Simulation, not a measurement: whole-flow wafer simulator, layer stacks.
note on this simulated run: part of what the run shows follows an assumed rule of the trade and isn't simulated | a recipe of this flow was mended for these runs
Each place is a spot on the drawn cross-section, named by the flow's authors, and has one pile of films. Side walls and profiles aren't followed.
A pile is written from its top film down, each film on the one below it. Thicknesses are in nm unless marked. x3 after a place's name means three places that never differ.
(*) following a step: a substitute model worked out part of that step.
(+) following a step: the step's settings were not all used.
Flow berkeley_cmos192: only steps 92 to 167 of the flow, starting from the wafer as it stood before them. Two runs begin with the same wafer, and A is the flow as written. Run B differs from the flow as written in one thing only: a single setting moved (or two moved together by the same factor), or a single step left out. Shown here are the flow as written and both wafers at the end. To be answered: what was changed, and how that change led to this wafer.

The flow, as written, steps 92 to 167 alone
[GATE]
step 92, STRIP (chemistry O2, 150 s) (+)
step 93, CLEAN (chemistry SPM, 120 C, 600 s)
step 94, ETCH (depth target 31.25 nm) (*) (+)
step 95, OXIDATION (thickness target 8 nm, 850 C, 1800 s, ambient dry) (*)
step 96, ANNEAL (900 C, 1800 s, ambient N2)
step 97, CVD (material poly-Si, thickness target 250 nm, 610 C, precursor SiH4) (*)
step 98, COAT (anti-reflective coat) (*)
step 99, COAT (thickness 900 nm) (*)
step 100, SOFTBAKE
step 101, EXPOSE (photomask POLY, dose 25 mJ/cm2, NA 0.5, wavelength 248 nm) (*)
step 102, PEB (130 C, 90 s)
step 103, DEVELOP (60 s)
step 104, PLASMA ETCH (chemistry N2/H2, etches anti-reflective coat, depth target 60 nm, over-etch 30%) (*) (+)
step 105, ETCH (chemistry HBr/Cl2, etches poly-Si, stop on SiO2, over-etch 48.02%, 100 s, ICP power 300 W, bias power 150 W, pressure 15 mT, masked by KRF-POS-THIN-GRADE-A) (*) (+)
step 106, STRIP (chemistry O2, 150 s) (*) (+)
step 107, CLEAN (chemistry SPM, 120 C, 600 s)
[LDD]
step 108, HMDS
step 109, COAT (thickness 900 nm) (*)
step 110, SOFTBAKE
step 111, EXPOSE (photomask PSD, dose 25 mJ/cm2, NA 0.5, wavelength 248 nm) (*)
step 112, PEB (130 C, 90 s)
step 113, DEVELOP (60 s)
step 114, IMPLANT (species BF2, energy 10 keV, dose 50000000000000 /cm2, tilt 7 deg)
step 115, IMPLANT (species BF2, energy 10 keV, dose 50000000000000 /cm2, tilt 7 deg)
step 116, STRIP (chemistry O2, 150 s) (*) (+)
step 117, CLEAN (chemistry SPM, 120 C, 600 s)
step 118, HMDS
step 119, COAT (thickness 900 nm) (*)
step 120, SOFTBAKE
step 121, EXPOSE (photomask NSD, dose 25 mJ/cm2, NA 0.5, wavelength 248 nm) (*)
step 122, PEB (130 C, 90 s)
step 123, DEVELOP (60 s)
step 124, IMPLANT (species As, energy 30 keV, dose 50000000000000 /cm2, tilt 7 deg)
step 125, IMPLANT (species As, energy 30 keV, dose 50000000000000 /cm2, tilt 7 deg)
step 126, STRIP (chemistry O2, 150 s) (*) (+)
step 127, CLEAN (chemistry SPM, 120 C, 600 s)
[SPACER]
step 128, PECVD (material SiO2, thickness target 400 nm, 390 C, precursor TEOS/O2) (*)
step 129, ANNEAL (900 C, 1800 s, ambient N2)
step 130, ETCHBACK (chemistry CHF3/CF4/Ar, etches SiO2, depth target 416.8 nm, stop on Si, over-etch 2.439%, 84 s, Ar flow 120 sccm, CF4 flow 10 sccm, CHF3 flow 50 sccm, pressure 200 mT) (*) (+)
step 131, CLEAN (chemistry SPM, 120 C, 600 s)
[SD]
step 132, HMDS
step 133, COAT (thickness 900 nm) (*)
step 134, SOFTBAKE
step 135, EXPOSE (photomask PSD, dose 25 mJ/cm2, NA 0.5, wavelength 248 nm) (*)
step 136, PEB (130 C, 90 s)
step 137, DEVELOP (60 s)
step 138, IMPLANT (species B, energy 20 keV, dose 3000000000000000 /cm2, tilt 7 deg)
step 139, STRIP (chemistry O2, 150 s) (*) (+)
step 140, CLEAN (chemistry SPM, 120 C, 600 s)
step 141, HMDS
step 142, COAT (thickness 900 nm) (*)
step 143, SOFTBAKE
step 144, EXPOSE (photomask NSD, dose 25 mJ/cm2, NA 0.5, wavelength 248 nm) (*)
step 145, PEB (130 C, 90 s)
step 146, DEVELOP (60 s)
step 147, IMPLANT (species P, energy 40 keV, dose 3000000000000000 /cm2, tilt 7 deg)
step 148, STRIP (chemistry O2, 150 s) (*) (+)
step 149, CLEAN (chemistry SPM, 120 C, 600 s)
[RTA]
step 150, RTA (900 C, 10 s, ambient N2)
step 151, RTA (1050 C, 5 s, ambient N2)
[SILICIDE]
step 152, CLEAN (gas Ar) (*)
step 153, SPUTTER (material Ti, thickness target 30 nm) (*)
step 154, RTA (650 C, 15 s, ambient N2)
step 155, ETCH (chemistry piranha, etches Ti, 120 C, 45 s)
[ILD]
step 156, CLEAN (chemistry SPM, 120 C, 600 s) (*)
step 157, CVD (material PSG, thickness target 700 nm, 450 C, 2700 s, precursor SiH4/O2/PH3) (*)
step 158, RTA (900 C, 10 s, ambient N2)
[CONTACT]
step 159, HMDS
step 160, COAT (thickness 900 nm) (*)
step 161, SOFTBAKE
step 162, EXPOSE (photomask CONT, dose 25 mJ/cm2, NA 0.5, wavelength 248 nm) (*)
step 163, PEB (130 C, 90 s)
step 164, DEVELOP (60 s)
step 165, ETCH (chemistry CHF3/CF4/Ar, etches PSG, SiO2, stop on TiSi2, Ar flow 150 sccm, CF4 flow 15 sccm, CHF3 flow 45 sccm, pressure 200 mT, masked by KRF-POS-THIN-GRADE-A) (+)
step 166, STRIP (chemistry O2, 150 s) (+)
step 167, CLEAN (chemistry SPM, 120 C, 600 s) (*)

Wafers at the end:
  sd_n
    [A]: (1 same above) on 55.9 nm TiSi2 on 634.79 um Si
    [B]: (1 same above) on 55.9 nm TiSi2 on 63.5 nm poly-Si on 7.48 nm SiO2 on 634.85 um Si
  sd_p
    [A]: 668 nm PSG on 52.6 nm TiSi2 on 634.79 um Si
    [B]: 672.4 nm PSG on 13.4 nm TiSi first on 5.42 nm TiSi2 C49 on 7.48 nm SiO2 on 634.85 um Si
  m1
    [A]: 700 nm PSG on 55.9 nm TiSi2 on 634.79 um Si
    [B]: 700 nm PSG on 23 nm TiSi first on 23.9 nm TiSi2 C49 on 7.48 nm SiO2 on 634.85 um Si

The reason: step 104, PLASMA ETCH: chemistry N2/H2, etches anti-reflective coat, depth target 60 nm, over-etch 30% (*) (+), was skipped.

How this came from the change, step by step:
  step 105, ETCH (chemistry HBr/Cl2, etches poly-Si, stop on SiO2, over-etch 48.02%, 100 s, ICP power 300 W, bias power 150 W, pressure 15 mT, masked by KRF-POS-THIN-GRADE-A) (*) (+)
      field: A poly-Si loses 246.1 (all of it), SiO2 loses 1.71 | B anti-reflective coat loses 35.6 (all of it), poly-Si loses 250 (all of it), SiO2 loses 0.36
      sd_n: A poly-Si loses 248.9 (all of it), SiO2 loses 1.5 | B anti-reflective coat loses 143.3 (all of it), poly-Si loses 127.4
      (also at 5 further places)
  step 106, STRIP (chemistry O2, 150 s) (*) (+)
      sd_n, sd_p, m1: A nothing | B chemical SiO2 gains 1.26 (new film), poly-Si loses 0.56
      gate: A chemical SiO2 gains 1.16 (new film), KrF-resist loses 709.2 (all of it), anti-reflective coat loses 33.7 (all of it), poly-Si loses 0.51 | B chemical SiO2 gains 1.14 (new film), KrF-resist loses 867.1 (all of it), anti-reflective coat loses 33.7 (all of it), poly-Si loses 0.5
      (also at 1 further place)
  step 109, COAT (thickness 900 nm) (*)
      field: A KrF-resist gains 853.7 (new film) | B KrF-resist gains 879.8 (new film)
      sd_n: A KrF-resist gains 996.9 (new film) | B KrF-resist gains 893.4 (new film)
      (also at 3 further places)
  step 116, STRIP (chemistry O2, 150 s) (*) (+)
      sd_n: A KrF-resist loses 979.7 (all of it) | B KrF-resist loses 876.5 (all of it), chemical SiO2 gains 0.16, poly-Si loses 0.07
      m1: A KrF-resist loses 979.2 (all of it) | B KrF-resist loses 949.9 (all of it), chemical SiO2 gains 0.16
      (also at 3 further places)
  step 119, COAT (thickness 900 nm) (*)
      field: A KrF-resist gains 853.8 (new film) | B KrF-resist gains 879.8 (new film)
      sd_n: A KrF-resist gains 996.9 (new film) | B KrF-resist gains 893.4 (new film)
      (also at 3 further places)
  step 123, DEVELOP (60 s)
      sd_n: A KrF-resist loses 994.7 (all of it) | B KrF-resist loses 891.4 (all of it)
      spacer_n: A KrF-resist loses 991.8 (all of it) | B KrF-resist loses 1039.4 (all of it)
      (also at 2 further places)
  step 126, STRIP (chemistry O2, 150 s) (*) (+)
      field: A KrF-resist loses 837 (all of it) | B KrF-resist loses 862.9 (all of it)
  step 128, PECVD (material SiO2, thickness target 400 nm, 390 C, precursor TEOS/O2) (*)
      sd_n, m1: A SiO2 gains 400 | B SiO2 gains 400 (new film)
      sd_p: A SiO2 gains 386.5 | B SiO2 gains 388.1 (new film)
      (also at 1 further place)
  step 130, ETCHBACK (chemistry CHF3/CF4/Ar, etches SiO2, depth target 416.8 nm, stop on Si, over-etch 2.439%, 84 s, Ar flow 120 sccm, CF4 flow 10 sccm, CHF3 flow 50 sccm, pressure 200 mT) (*) (+)
      sd_n: A SiO2 loses 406 (all of it), Si loses 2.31 | B SiO2 loses 400 (all of it), chemical SiO2 loses 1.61 (all of it), poly-Si loses 2.31
      sd_p: A SiO2 loses 392.4 (all of it), Si loses 2.31 | B SiO2 loses 388.1 (all of it), chemical SiO2 loses 1.61 (all of it), poly-Si loses 3.39
      (also at 3 further places)
  step 133, COAT (thickness 900 nm) (*)
      field: A KrF-resist gains 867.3 (new film) | B KrF-resist gains 891.8 (new film)
      sd_n: A KrF-resist gains 993.2 (new film) | B KrF-resist gains 884.9 (new film)
      (also at 3 further places)
  step 139, STRIP (chemistry O2, 150 s) (*) (+)
      sd_n: A KrF-resist loses 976 (all of it), chemical SiO2 gains 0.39, Si loses 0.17 | B KrF-resist loses 868 (all of it), chemical SiO2 gains 0.39, poly-Si loses 0.17
      m1: A KrF-resist loses 971.2 (all of it), chemical SiO2 gains 0.39, Si loses 0.17 | B KrF-resist loses 937.9 (all of it), chemical SiO2 gains 0.39, poly-Si loses 0.17
      (also at 3 further places)
  step 142, COAT (thickness 900 nm) (*)
      field: A KrF-resist gains 867.4 (new film) | B KrF-resist gains 891.8 (new film)
      sd_n: A KrF-resist gains 993.1 (new film) | B KrF-resist gains 884.8 (new film)
      (also at 3 further places)
  step 146, DEVELOP (60 s)
      sd_n: A KrF-resist loses 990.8 (all of it) | B KrF-resist loses 882.8 (all of it)
      spacer_n: A KrF-resist loses 783.7 (all of it) | B KrF-resist loses 828.8 (all of it)
      (also at 2 further places)
  step 148, STRIP (chemistry O2, 150 s) (*) (+)
      field: A KrF-resist loses 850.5 (all of it) | B KrF-resist loses 874.9 (all of it)
  step 152, CLEAN (gas Ar) (*)
      sd_n, sd_p, m1: A chemical SiO2 loses 1.46 (all of it) | B chemical SiO2 loses 1.46 (all of it), poly-Si loses 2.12
  step 154, RTA (650 C, 15 s, ambient N2)
      sd_n: A Ti loses 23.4, TiSi first gains 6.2 (new film), TiSi2 C49 gains 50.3 (new film), Si loses 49 | B Ti loses 23.4, TiSi first gains 6.2 (new film), TiSi2 C49 gains 50.3 (new film), poly-Si loses 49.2
      sd_p: A Ti loses 22, TiSi first gains 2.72 (new film), TiSi2 C49 gains 51.9 (new film), Si loses 48.2 | B Ti loses 10, TiSi first gains 13.5 (new film), TiSi2 C49 gains 5.42 (new film), poly-Si loses 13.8 (all of it)
      (also at 2 further places)
  ... another 4 steps ...
  step 166, STRIP (chemistry O2, 150 s) (+)
      field: A KrF-resist loses 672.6 (all of it) | B KrF-resist loses 688 (all of it)
      sd_n: A KrF-resist loses 784.4 (all of it) | B KrF-resist loses 675.6 (all of it)
      (also at 4 further places)
